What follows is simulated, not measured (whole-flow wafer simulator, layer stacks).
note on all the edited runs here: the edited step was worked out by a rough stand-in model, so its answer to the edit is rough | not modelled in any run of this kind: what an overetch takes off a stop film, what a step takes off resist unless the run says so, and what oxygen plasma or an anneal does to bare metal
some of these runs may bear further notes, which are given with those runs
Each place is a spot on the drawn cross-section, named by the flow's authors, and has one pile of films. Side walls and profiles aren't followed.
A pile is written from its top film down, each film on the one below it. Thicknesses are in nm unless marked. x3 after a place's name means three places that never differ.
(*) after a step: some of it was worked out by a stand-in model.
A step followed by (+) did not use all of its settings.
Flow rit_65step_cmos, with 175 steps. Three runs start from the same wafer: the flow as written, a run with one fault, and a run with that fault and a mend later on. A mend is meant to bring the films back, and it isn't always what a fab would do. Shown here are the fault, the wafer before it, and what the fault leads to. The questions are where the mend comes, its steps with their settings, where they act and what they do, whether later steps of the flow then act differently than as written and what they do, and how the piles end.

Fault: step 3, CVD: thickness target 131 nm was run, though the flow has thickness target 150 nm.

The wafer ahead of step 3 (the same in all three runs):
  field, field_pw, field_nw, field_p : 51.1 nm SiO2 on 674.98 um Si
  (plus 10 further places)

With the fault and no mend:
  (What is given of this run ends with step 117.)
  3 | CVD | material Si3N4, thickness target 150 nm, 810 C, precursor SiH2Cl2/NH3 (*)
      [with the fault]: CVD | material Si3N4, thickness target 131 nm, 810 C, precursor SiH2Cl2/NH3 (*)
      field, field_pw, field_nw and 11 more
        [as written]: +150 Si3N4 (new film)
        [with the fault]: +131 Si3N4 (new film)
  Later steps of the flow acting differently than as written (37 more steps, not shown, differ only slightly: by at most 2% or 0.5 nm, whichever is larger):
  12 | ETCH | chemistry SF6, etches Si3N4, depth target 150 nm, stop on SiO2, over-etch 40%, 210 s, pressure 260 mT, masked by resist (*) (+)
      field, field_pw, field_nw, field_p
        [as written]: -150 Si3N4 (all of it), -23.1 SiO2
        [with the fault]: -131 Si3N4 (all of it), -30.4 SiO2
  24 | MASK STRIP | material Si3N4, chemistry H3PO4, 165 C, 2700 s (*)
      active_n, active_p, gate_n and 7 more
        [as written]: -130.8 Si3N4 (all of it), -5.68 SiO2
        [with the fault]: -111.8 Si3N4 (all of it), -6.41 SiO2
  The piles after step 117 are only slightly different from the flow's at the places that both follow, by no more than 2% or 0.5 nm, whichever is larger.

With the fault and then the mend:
  The mend follows step 11.
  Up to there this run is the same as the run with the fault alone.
  11a | STRIP | resist, chemistry O2, 180 s (*)
      active_n, active_p, gate_n and 7 more
        -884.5 resist (all of it)
  11b | CLEAN | chemistry SC2, 75 C, 600 s
      alters no film at any place that is followed
  11c | CVD | material Si3N4, thickness target 19.35 nm, 810 C, 194 s, precursor SiH2Cl2/NH3 (*) (the flow's step 3, run once more with other settings)
      field, field_pw, field_nw and 11 more
        +19.3 Si3N4
  11d | HMDS | 140 C, 60 s (the flow's step 5, run once more)
      alters no film at any place that is followed
  11e | COAT | resist, thickness 1000 nm (the flow's step 6, run once more)
      field, field_pw, field_nw and 11 more
        +1000 resist (new film)
  11f | SOFTBAKE | resist, 90 C, 60 s (the flow's step 7, run once more)
      alters no film at any place that is followed
  11g | EXPOSE | photomask M1, dose 225 mJ/cm2, NA 0.6, wavelength 365 nm (the flow's step 8, run once more)
      alters no film at any place that is followed
  11h | PEB | resist, 110 C, 60 s (the flow's step 9, run once more)
      field, field_pw, field_nw and 11 more
        -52 resist
  11i | DEVELOP | resist, thickness 1000 nm, 50 s (the flow's step 10, run once more)
      field, field_pw, field_nw, field_p
        -948 resist (all of it)
  11j | HARDBAKE | resist, 140 C, 60 s (the flow's step 11, run once more)
      active_n, active_p, gate_n and 7 more
        -63.5 resist
  Later steps of the flow acting differently than as written (34 more steps, not shown, differ only slightly: by at most 2% or 0.5 nm, whichever is larger):
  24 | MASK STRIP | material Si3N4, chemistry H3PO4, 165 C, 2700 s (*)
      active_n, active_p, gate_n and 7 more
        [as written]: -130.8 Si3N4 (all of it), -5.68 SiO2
        [with the mend]: -131 Si3N4 (all of it), -5.16 SiO2
  At every place that both follow, the piles at the end match the flow's.
